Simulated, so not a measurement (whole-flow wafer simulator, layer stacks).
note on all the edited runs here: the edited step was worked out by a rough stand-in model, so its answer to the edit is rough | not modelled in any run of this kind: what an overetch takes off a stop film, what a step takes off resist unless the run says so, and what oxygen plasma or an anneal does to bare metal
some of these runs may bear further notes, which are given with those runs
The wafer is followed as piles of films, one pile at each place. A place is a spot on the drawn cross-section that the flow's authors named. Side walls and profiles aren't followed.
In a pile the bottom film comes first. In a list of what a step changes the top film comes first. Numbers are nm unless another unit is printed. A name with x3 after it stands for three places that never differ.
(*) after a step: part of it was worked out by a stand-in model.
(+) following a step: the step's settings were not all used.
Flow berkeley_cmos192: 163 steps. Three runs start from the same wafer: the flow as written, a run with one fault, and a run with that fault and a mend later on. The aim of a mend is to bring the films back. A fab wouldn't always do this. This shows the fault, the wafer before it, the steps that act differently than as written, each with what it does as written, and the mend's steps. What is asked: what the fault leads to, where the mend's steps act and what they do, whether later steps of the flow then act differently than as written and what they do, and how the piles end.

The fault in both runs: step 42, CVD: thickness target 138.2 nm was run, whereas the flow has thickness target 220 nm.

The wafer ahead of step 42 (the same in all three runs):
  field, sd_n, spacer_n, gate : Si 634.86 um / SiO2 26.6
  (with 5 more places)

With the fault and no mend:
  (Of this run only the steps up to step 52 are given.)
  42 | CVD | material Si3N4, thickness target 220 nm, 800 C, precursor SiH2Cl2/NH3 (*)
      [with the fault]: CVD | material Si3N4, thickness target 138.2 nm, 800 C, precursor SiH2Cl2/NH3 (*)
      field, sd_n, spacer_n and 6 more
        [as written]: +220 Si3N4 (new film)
        [with the fault]: +138.2 Si3N4 (new film)
  Steps later in the flow that act otherwise than as written:
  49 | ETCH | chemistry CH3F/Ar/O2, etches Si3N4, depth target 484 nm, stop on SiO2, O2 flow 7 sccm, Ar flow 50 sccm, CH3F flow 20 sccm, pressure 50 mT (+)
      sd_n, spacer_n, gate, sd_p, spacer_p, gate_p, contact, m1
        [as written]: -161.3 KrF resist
        [with the fault]: -106.8 KrF resist
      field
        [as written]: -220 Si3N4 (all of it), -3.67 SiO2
        [with the fault]: -138.2 Si3N4 (all of it), -3.67 SiO2
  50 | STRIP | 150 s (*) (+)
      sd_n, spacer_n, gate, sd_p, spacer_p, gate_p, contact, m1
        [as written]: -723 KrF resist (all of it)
        [with the fault]: -777.6 KrF resist (all of it)
  The piles after step 52 differ from the flow's at sd_n, spacer_n, gate, sd_p, spacer_p, gate_p, contact, m1 by more than 2% or 0.5 nm, whichever is larger.
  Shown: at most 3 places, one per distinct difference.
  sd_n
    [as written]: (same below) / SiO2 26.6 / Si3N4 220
    [with the fault]: (same below) / SiO2 26.6 / Si3N4 138.2

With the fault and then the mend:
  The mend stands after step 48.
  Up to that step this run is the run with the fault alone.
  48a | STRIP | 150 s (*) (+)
      sd_n, spacer_n, gate, sd_p, spacer_p, gate_p, contact, m1
        -884.4 KrF resist (all of it)
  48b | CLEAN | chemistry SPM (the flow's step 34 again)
      leaves every film unchanged at each place that is followed
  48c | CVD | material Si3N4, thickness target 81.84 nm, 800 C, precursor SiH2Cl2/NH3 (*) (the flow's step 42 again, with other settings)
      field, sd_n, spacer_n and 6 more
        +81.8 Si3N4
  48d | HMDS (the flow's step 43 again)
      leaves every film unchanged at each place that is followed
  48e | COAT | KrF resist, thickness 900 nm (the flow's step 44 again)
      field, sd_n, spacer_n and 6 more
        +900 KrF resist (new film)
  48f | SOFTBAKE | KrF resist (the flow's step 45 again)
      leaves every film unchanged at each place that is followed
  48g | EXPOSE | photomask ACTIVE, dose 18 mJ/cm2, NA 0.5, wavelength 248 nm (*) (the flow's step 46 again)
      leaves every film unchanged at each place that is followed
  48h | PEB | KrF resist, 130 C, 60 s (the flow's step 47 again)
      field, sd_n, spacer_n and 6 more
        -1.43 KrF resist
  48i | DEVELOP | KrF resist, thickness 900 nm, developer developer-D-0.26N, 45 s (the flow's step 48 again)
      sd_n, spacer_n, gate, sd_p, spacer_p, gate_p, contact, m1
        -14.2 KrF resist
      field
        -898.6 KrF resist (all of it)
  Every later step of the flow that is run acts as written, at every place that is followed, to within 2% or 0.5 nm, whichever is larger.
  The piles end the same as the flow's at every place that both follow.
